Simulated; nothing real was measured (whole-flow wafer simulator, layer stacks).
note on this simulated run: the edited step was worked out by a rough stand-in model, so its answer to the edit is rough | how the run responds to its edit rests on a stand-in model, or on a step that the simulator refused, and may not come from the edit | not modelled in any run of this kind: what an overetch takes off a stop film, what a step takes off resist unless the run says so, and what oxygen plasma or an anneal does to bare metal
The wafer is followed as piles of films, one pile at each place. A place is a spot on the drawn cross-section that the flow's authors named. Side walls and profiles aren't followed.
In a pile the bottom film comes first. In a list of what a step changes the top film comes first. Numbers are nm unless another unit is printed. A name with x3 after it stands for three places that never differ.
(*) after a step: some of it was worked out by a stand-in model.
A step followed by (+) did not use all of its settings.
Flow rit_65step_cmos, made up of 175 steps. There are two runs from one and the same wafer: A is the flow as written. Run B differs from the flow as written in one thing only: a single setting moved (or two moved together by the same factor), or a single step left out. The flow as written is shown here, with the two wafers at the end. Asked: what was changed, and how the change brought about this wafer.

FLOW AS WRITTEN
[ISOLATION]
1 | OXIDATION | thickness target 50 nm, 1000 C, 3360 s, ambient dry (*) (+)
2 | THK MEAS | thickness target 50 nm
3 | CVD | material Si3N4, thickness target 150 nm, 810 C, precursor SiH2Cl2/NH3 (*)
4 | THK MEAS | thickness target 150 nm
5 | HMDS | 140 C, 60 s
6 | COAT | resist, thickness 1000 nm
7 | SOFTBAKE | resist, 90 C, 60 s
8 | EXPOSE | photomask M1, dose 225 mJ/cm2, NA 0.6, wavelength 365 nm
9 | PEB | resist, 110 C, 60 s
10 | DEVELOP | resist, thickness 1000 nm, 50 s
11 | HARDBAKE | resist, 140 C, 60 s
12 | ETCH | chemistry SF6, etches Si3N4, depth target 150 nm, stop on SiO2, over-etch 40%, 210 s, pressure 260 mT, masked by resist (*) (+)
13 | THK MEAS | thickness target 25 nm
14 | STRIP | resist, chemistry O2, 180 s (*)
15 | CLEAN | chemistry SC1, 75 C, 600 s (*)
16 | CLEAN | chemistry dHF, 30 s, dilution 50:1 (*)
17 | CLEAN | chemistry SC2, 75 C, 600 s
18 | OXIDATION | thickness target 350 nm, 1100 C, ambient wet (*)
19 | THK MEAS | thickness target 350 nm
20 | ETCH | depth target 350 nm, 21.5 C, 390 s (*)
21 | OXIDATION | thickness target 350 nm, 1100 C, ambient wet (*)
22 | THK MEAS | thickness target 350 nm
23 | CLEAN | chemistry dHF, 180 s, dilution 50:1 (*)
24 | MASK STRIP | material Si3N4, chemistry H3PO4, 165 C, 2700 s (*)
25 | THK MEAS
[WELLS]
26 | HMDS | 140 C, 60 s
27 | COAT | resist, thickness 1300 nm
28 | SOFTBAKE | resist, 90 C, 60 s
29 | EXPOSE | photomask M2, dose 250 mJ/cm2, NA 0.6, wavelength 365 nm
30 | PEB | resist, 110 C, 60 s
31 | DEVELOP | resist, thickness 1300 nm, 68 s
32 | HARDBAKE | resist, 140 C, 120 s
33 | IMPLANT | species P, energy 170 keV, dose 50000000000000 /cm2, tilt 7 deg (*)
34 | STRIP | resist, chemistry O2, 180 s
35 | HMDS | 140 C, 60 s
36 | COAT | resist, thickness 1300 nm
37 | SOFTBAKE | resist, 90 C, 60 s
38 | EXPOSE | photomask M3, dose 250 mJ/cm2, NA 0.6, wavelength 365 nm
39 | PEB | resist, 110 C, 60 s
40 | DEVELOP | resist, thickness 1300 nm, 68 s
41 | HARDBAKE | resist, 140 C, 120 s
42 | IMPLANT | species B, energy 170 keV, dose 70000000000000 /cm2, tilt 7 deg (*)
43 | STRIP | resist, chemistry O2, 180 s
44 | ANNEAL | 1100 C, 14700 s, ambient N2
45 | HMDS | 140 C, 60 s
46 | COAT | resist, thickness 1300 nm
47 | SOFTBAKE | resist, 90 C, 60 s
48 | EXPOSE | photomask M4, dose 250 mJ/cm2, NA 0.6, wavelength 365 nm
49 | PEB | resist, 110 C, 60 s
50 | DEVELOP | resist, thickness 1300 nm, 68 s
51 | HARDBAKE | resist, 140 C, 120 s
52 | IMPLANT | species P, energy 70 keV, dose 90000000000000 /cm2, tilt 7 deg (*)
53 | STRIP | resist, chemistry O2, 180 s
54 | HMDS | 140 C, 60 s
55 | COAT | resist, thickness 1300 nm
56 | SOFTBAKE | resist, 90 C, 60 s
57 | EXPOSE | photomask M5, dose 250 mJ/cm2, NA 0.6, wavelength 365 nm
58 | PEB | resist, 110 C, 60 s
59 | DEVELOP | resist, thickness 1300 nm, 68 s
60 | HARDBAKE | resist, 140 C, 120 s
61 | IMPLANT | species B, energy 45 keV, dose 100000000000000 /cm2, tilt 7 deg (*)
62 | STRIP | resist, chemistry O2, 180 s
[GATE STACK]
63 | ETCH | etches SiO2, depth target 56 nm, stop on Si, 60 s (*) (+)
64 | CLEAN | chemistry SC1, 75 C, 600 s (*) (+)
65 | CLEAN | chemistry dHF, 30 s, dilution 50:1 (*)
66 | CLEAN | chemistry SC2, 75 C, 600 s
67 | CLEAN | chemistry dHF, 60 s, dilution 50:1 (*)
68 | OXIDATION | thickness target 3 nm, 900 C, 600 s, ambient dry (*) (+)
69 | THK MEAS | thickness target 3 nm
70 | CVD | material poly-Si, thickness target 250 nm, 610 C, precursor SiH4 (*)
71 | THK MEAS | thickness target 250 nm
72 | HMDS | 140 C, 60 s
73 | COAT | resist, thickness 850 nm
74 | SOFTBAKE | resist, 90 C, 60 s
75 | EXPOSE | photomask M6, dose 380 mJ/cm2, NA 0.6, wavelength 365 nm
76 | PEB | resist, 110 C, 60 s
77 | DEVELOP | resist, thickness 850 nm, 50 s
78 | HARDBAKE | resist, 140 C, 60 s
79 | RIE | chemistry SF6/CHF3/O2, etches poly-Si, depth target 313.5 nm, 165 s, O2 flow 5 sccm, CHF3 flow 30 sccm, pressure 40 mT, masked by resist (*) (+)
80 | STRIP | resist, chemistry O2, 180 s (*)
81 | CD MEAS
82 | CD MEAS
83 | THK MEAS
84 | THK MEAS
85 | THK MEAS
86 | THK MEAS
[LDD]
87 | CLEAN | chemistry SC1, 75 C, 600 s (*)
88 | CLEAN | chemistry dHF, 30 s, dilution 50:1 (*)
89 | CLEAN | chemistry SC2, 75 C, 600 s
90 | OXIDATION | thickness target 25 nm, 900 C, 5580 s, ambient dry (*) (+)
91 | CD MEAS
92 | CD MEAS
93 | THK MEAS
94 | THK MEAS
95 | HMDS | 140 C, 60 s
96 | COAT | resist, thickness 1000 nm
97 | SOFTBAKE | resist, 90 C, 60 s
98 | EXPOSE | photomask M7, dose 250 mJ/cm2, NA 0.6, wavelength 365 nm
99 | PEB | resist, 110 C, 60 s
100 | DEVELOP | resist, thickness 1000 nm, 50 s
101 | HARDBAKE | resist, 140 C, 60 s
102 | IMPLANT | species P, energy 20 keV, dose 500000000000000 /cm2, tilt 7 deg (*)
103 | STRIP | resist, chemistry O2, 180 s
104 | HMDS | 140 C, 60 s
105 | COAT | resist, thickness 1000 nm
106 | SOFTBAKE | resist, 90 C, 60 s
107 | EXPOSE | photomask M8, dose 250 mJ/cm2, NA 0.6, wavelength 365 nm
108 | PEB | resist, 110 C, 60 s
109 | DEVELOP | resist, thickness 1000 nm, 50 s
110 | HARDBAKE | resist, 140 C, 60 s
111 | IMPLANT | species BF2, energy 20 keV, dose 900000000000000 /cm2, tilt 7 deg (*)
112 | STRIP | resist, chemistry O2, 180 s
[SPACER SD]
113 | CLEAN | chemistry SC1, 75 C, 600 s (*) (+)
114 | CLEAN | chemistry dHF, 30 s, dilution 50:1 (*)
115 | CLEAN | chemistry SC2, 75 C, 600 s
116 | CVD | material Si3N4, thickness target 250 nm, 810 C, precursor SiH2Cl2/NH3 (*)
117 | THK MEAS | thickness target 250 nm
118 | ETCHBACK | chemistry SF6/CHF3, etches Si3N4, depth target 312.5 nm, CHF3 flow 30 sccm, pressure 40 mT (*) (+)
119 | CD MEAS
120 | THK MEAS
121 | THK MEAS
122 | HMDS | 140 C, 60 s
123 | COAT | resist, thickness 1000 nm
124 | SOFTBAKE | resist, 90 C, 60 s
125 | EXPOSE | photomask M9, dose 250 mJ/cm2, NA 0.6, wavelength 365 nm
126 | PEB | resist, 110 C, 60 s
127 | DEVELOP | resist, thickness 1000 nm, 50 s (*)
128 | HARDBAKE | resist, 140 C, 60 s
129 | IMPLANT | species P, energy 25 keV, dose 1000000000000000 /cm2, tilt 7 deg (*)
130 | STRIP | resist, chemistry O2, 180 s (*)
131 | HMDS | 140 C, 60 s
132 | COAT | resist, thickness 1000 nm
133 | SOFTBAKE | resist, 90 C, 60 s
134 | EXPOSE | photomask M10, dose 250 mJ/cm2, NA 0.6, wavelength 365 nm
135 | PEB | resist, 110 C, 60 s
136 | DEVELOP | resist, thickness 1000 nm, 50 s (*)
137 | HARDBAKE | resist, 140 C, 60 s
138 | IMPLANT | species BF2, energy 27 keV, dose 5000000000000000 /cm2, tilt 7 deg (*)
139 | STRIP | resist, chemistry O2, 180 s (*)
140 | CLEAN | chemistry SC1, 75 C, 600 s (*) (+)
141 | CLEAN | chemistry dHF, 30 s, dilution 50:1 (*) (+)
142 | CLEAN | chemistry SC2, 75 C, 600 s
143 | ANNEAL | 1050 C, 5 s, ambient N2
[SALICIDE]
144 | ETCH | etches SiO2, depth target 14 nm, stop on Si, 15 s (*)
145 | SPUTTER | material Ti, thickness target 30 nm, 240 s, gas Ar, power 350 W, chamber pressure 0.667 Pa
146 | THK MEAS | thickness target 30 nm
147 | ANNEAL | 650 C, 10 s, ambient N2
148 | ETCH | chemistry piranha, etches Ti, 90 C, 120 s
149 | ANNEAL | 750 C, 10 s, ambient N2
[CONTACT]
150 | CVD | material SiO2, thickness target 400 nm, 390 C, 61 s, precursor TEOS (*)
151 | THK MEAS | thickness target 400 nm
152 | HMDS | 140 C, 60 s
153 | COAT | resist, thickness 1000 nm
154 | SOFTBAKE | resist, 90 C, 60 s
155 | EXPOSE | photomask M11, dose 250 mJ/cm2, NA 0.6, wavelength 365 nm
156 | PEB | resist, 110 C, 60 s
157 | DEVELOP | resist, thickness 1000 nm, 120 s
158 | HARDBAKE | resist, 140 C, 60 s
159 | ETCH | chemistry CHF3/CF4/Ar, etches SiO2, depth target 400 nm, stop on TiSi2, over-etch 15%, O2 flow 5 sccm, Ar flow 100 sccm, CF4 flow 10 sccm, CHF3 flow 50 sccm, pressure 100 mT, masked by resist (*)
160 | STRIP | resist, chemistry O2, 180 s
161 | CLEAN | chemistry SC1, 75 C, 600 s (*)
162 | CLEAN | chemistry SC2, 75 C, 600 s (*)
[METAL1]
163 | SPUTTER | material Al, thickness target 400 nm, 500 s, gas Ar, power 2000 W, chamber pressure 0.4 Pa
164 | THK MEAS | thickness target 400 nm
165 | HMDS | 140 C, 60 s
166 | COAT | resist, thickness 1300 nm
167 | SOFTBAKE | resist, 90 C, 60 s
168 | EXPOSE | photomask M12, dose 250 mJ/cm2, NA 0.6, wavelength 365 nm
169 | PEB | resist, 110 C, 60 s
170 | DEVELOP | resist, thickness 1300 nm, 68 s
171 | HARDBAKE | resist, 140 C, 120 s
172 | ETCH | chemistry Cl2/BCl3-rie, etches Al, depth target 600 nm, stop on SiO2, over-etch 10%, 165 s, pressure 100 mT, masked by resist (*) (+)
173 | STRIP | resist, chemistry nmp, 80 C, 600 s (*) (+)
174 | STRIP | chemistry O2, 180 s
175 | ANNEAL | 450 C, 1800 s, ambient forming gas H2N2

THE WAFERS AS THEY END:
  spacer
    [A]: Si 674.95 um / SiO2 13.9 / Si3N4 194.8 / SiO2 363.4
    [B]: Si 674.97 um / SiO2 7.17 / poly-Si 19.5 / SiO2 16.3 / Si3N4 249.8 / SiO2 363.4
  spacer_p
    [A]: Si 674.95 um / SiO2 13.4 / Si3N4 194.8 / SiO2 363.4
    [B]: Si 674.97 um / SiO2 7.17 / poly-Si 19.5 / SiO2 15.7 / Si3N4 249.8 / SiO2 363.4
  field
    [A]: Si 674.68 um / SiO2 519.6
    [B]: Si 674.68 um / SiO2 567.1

Cause: step 70, CVD: thickness target 350 nm was run, though the flow has thickness target 250 nm.

Step by step, how the change led to this:
  70 | CVD | material poly-Si, thickness target 250 nm, 610 C, precursor SiH4 (*)
      field, field_pw, field_nw and 11 more: A +250 poly-Si (new film) | B +350 poly-Si (new film)
  79 | RIE | chemistry SF6/CHF3/O2, etches poly-Si, depth target 313.5 nm, 165 s, O2 flow 5 sccm, CHF3 flow 30 sccm, pressure 40 mT, masked by resist (*) (+)
      active_n, active_p, spacer, spacer_p, sd_n, sd_p, contact, m1: A -250 poly-Si (all of it), -7.17 SiO2 (all of it) | B -313.5 poly-Si
      field, field_pw, field_nw, field_p: A -250 poly-Si (all of it), -10.9 SiO2 | B -313.5 poly-Si
  80 | STRIP | resist, chemistry O2, 180 s (*)
      active_n, active_p, spacer, spacer_p, sd_n, sd_p, contact, m1: A +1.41 chemical SiO2 (new film), -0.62 Si | B +1.41 chemical SiO2 (new film), -0.62 poly-Si
      field, field_pw, field_nw, field_p: A nothing | B +1.41 chemical SiO2 (new film), -0.62 poly-Si
  87 | CLEAN | chemistry SC1, 75 C, 600 s (*)
      active_n, active_p, spacer, spacer_p, sd_n, sd_p, contact, m1: A -0.81 chemical SiO2, -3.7 Si | B -0.81 chemical SiO2, -3.7 poly-Si
      field, field_pw, field_nw, field_p: A -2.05 SiO2 | B -0.81 chemical SiO2, -3.7 poly-Si
  88 | CLEAN | chemistry dHF, 30 s, dilution 50:1 (*)
      field, field_pw, field_nw, field_p: A -2.78 SiO2 | B -0.6 chemical SiO2 (all of it)
  90 | OXIDATION | thickness target 25 nm, 900 C, 5580 s, ambient dry (*) (+)
      active_n, active_p, spacer, spacer_p, sd_n, sd_p, contact, m1: A +26.5 SiO2 (new film), -0.4 chemical SiO2 (all of it), -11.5 Si | B +28.9 SiO2 (new film), -0.4 chemical SiO2 (all of it), -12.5 poly-Si
      field, field_pw: A +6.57 SiO2, -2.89 Si | B +28.9 SiO2 (new film), -0.4 chemical SiO2 (all of it), -12.5 poly-Si
      (also at 2 further places)
  96 | COAT | resist, thickness 1000 nm
      gate_n, gate_p: A +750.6 resist (new film) | B +700.9 resist (new film)
  99 | PEB | resist, 110 C, 60 s
      gate_n, gate_p: A -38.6 resist | B -35.9 resist
  100 | DEVELOP | resist, thickness 1000 nm, 50 s
      gate_n: A -712.1 resist (all of it) | B -665 resist (all of it)
  101 | HARDBAKE | resist, 140 C, 60 s
      gate_p: A -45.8 resist | B -42.3 resist
  103 | STRIP | resist, chemistry O2, 180 s
      gate_p: A -666.3 resist (all of it) | B -622.7 resist (all of it)
  105 | COAT | resist, thickness 1000 nm
      gate_n, gate_p: A +750.6 resist (new film) | B +700.9 resist (new film)
  108 | PEB | resist, 110 C, 60 s
      gate_n, gate_p: A -38.6 resist | B -35.9 resist
  109 | DEVELOP | resist, thickness 1000 nm, 50 s
      gate_p: A -712.1 resist (all of it) | B -665 resist (all of it)
  110 | HARDBAKE | resist, 140 C, 60 s
      gate_n: A -45.8 resist | B -42.3 resist
  112 | STRIP | resist, chemistry O2, 180 s
      gate_n: A -666.3 resist (all of it) | B -622.7 resist (all of it)
  ... 17 other steps ...
  170 | DEVELOP | resist, thickness 1300 nm, 68 s
      gate_n: A -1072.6 resist (all of it) | B -1019 resist (all of it)
      gate_p: A -1076.3 resist (all of it) | B -1022.6 resist (all of it)
      (also at 2 further places)
